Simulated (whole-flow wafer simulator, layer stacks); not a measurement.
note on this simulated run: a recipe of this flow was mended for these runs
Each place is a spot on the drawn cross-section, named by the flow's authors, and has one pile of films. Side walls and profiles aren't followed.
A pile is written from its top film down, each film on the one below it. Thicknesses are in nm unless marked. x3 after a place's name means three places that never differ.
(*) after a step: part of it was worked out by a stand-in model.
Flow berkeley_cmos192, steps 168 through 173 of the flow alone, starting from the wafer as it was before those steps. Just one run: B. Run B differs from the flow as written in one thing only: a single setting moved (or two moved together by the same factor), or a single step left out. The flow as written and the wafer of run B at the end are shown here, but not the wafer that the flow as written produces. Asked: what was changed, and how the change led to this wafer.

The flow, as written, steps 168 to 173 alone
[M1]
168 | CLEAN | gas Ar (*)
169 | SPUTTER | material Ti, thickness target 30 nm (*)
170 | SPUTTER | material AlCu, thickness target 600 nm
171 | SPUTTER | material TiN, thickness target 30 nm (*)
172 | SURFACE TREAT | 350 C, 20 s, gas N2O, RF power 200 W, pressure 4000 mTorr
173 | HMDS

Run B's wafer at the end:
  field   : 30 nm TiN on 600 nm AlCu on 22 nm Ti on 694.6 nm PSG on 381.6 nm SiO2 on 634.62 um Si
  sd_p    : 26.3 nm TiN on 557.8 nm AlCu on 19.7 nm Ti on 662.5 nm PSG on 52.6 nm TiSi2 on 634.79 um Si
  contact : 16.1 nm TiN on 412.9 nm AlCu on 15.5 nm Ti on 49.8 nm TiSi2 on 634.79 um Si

The reason: step 169, SPUTTER: thickness target 22 nm was run, though the flow has thickness target 30 nm.
One can read it off the wafer: field has Ti 22, and step 169 as written asks for 30 nm.

How this came from the change, step by step:
  169 | SPUTTER | material Ti, thickness target 30 nm (*)
      field, sd_n, spacer_n, gate, spacer_p, gate_p, m1: Ti gains 22 (new film) (it would be, as written: Ti gains 30 (new film))
      sd_p: Ti gains 19.7 (new film) (it would be, as written: Ti gains 26.8 (new film))
      (also at 1 further place)
